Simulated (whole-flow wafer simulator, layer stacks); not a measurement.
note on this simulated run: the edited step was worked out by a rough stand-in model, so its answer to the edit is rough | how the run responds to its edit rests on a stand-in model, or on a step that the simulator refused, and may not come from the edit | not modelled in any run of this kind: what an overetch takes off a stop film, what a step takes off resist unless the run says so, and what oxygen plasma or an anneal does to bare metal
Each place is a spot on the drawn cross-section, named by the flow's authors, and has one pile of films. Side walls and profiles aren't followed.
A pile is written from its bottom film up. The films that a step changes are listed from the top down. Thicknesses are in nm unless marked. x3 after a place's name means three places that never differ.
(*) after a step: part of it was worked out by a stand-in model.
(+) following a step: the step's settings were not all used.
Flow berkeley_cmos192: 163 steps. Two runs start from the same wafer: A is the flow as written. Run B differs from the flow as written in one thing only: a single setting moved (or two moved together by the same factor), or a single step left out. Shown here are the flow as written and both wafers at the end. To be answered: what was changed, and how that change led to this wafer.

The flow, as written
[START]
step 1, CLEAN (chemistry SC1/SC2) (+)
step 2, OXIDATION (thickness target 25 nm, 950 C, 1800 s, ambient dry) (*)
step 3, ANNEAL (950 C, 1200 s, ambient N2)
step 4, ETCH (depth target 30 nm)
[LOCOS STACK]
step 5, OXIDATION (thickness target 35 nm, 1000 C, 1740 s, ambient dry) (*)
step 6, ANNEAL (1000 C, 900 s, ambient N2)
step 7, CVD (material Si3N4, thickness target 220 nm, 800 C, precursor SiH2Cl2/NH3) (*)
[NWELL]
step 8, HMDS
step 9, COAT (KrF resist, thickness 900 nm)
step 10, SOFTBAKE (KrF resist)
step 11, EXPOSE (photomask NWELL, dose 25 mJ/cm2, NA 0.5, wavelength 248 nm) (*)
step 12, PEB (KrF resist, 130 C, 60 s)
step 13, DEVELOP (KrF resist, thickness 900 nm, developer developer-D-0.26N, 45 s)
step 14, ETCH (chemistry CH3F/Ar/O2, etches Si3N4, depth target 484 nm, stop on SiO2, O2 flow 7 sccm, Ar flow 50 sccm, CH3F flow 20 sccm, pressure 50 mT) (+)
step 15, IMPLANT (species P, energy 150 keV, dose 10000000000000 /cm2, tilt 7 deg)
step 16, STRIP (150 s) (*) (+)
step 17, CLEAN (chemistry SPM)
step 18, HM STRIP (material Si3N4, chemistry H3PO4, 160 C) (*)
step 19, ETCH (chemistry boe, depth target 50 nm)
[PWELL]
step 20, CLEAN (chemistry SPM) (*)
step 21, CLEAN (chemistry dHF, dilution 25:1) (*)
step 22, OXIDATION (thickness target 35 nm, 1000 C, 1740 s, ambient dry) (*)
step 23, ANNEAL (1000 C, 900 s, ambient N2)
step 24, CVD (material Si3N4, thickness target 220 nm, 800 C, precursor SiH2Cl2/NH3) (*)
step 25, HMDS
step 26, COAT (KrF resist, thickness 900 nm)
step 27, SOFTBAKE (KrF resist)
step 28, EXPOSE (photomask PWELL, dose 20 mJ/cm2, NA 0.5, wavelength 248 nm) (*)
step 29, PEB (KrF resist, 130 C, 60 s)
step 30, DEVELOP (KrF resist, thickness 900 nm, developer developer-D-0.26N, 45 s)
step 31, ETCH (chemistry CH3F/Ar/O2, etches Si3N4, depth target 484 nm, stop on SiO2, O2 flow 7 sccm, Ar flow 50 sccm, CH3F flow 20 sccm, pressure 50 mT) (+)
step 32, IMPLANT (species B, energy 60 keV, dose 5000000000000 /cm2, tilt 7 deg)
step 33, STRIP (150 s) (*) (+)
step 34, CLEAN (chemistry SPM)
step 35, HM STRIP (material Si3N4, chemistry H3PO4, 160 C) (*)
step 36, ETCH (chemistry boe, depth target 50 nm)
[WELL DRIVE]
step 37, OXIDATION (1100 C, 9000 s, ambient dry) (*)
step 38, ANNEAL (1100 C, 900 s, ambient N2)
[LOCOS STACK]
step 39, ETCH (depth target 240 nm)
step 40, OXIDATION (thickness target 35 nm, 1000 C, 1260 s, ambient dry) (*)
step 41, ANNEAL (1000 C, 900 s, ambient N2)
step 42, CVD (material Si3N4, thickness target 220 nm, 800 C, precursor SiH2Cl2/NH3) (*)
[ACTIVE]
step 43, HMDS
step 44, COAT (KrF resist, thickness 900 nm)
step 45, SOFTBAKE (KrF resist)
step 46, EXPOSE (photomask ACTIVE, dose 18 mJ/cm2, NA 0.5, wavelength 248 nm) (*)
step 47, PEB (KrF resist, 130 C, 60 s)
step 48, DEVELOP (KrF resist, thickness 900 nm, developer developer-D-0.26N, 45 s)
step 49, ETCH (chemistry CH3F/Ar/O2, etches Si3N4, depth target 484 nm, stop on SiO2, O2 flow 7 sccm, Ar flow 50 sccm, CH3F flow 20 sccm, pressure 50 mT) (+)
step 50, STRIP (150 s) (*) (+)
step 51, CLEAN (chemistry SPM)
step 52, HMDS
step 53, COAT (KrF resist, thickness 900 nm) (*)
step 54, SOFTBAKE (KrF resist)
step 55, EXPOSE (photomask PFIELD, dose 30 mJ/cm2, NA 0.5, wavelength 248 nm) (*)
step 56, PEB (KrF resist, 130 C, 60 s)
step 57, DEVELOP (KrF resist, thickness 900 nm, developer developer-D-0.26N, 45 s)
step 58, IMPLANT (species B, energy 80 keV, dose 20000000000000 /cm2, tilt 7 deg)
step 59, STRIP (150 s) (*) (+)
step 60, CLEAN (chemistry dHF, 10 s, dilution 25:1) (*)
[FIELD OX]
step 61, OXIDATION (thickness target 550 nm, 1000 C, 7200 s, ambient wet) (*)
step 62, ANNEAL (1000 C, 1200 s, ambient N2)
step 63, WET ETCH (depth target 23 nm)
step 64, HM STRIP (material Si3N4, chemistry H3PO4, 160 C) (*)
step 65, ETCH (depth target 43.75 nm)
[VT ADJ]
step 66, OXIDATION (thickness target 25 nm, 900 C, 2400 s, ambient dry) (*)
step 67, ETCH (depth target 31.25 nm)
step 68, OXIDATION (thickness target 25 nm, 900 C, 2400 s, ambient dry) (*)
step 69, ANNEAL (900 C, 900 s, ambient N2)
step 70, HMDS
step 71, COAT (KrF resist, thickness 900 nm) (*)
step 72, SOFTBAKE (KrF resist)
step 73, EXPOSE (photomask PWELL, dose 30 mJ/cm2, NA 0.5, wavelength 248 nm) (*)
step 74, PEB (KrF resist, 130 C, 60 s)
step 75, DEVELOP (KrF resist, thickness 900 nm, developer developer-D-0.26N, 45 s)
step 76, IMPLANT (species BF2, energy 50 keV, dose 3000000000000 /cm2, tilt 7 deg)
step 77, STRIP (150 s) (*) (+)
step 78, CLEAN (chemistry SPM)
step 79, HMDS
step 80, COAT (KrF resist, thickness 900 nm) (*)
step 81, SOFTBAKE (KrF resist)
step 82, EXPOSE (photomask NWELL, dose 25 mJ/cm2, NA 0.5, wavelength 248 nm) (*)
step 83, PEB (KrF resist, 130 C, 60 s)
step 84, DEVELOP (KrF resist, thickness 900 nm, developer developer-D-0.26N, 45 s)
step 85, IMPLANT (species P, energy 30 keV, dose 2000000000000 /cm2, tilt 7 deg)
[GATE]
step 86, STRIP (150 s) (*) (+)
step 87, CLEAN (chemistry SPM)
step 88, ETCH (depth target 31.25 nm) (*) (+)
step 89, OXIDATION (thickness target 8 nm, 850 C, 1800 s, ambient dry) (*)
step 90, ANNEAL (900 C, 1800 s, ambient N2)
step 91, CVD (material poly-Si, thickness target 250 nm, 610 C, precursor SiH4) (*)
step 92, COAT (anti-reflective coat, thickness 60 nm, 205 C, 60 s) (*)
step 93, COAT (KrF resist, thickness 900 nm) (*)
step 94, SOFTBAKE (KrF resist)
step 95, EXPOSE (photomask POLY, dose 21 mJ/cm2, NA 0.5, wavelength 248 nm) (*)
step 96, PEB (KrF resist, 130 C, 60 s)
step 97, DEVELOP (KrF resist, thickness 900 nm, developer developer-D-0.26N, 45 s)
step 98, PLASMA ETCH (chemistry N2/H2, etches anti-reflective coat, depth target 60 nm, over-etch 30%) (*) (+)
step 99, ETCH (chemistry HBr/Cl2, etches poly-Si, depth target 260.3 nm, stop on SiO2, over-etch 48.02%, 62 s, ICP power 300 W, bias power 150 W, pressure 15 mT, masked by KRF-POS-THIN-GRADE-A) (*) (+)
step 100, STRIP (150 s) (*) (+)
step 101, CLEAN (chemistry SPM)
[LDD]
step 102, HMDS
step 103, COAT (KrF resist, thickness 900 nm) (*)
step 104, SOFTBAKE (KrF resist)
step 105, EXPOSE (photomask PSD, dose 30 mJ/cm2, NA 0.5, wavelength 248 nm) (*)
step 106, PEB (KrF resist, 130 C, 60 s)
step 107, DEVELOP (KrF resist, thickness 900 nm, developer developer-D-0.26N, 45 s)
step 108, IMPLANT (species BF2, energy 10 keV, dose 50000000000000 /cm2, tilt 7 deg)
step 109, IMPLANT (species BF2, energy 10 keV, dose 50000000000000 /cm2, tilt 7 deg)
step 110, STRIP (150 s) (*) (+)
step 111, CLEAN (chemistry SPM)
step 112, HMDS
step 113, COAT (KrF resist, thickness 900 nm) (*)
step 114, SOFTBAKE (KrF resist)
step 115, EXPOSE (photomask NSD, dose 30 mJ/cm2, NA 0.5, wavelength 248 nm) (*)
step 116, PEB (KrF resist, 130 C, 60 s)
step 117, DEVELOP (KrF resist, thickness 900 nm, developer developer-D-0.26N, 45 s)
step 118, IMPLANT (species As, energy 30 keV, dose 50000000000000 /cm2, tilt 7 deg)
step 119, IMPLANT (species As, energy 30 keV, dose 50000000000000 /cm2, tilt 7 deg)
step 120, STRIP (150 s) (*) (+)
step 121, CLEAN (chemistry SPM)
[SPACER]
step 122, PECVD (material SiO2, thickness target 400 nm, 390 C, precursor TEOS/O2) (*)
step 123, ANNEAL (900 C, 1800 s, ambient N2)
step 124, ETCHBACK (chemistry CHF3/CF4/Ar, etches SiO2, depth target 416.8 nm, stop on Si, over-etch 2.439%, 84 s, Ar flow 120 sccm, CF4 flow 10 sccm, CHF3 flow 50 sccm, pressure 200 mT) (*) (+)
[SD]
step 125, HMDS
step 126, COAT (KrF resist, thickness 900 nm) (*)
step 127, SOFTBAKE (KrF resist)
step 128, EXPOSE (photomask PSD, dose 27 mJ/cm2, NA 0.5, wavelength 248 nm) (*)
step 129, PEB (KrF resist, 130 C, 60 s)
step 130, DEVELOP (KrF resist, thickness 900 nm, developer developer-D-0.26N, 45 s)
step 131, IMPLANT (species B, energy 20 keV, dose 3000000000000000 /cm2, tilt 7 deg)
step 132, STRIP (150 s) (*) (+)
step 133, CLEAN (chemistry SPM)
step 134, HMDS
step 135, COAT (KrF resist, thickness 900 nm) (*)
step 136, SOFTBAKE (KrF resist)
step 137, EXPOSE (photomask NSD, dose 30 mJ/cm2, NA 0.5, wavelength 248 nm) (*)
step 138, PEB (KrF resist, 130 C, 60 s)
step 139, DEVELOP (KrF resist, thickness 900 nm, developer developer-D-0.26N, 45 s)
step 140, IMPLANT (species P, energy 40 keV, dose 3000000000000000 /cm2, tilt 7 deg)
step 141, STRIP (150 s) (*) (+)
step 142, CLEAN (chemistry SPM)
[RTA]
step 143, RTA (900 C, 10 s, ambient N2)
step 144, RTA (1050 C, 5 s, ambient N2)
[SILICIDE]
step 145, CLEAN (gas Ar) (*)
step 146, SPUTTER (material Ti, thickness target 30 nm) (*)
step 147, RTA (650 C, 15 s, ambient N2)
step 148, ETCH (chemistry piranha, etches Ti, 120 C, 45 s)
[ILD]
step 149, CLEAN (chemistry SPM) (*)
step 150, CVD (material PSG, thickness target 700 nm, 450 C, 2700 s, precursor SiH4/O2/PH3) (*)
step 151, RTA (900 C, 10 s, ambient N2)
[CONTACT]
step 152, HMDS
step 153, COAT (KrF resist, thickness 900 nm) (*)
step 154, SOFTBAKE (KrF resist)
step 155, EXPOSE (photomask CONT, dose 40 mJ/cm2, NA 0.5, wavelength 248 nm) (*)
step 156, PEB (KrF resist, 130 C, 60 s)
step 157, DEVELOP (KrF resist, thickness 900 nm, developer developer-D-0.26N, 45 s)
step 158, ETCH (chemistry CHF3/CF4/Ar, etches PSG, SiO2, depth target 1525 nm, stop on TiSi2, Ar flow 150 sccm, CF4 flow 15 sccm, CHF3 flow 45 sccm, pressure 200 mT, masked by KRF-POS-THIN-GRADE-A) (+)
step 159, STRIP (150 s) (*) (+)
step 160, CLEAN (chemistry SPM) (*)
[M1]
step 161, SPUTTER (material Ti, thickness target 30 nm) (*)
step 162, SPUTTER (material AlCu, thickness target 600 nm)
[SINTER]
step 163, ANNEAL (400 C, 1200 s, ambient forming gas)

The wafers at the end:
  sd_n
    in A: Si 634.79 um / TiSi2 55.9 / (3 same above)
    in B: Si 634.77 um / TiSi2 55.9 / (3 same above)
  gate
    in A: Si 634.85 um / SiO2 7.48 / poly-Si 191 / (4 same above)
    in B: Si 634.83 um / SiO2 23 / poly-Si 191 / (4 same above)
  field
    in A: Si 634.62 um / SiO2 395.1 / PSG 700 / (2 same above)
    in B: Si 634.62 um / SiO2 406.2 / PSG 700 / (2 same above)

What caused this: step 66, OXIDATION: 1080 C was run, whereas the flow has 900 C.

Step by step, how the change led to this:
  step 66, OXIDATION (thickness target 25 nm, 900 C, 2400 s, ambient dry) (*)
      sd_n, spacer_n, gate, sd_p, spacer_p, gate_p, contact, m1: A +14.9 SiO2 (new film), -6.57 Si | B +75.7 SiO2 (new film), -33.3 Si
      field: A +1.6 SiO2, -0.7 Si | B +12.8 SiO2, -5.64 Si
  step 67, ETCH (depth target 31.25 nm)
      sd_n, spacer_n, gate, sd_p, spacer_p, gate_p, contact, m1: A -14.9 SiO2 (all of it) | B -31.3 SiO2
  step 68, OXIDATION (thickness target 25 nm, 900 C, 2400 s, ambient dry) (*)
      spacer_n, gate, spacer_p, gate_p, contact, m1: A +14.9 SiO2 (new film), -6.57 Si | B +6.35 SiO2, -2.79 Si
      sd_n, sd_p: A +14.9 SiO2 (new film), -6.57 Si | B +6.35 SiO2, -2.8 Si
  step 88, ETCH (depth target 31.25 nm) (*) (+)
      sd_n, spacer_n, gate, sd_p, spacer_p, gate_p, contact, m1: A -14.9 SiO2 (all of it) | B -31.2 SiO2
  step 89, OXIDATION (thickness target 8 nm, 850 C, 1800 s, ambient dry) (*)
      sd_n, spacer_n, gate, sd_p, spacer_p, gate_p, contact, m1: A +7.48 SiO2 (new film), -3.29 Si | B +3.44 SiO2, -1.52 Si
  step 92, COAT (anti-reflective coat, thickness 60 nm, 205 C, 60 s) (*)
      sd_n: A +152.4 anti-reflective coat (new film) | B +160.7 anti-reflective coat (new film)
      spacer_n: A +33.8 anti-reflective coat (new film) | B +30.9 anti-reflective coat (new film)
      (and at 5 other places as well)
  step 98, PLASMA ETCH (chemistry N2/H2, etches anti-reflective coat, depth target 60 nm, over-etch 30%) (*) (+)
      sd_n: A -152.4 anti-reflective coat (all of it), -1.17 poly-Si | B -160.7 anti-reflective coat (all of it), -1.24 poly-Si
      spacer_n: A -33.8 anti-reflective coat (all of it), -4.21 poly-Si | B -30.9 anti-reflective coat (all of it), -4.56 poly-Si
      (and at 3 other places as well)
  step 100, STRIP (150 s) (*) (+)
      gate: A +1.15 chemical SiO2 (new film), -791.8 KrF resist (all of it), -30 anti-reflective coat (all of it), -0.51 poly-Si | B +1.15 chemical SiO2 (new film), -801.8 KrF resist (all of it), -26.9 anti-reflective coat (all of it), -0.51 poly-Si
      gate_p: A +1.15 chemical SiO2 (new film), -765.1 KrF resist (all of it), -31 anti-reflective coat (all of it), -0.51 poly-Si | B +1.15 chemical SiO2 (new film), -771.7 KrF resist (all of it), -28.8 anti-reflective coat (all of it), -0.51 poly-Si
  step 124, ETCHBACK (chemistry CHF3/CF4/Ar, etches SiO2, depth target 416.8 nm, stop on Si, over-etch 2.439%, 84 s, Ar flow 120 sccm, CF4 flow 10 sccm, CHF3 flow 50 sccm, pressure 200 mT) (*) (+)
      sd_n: A -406 SiO2 (all of it) | B -421.5 SiO2 (all of it)
      sd_p: A -391.4 SiO2 (all of it) | B -406 SiO2 (all of it)
      (and at 2 other places as well)
  step 147, RTA (650 C, 15 s, ambient N2)
      sd_p: A -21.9 Ti, +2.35 TiSi first (new film), +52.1 TiSi2 C49 (new film), -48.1 Si | B -21.5 Ti, +1.51 TiSi first (new film), +52.5 TiSi2 C49 (new film), -47.8 Si
  step 151, RTA (900 C, 10 s, ambient N2)
      sd_p: A under 1 film: +52.2 TiSi2 (new film), -2.25 TiSi first (all of it), -52.1 TiSi2 C49 (all of it), -1.5 Si | B under 1 film: +51.4 TiSi2 (new film), -1.41 TiSi first (all of it), -52.5 TiSi2 C49 (all of it), -0.94 Si
  step 159, STRIP (150 s) (*) (+)
      sd_n: A -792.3 KrF resist (all of it) | B -809.5 KrF resist (all of it)
      sd_p: A -841.6 KrF resist (all of it) | B -862.9 KrF resist (all of it)
  step 162, SPUTTER (material AlCu, thickness target 600 nm)
      sd_p: A +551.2 AlCu (new film) | B +535.3 AlCu (new film)
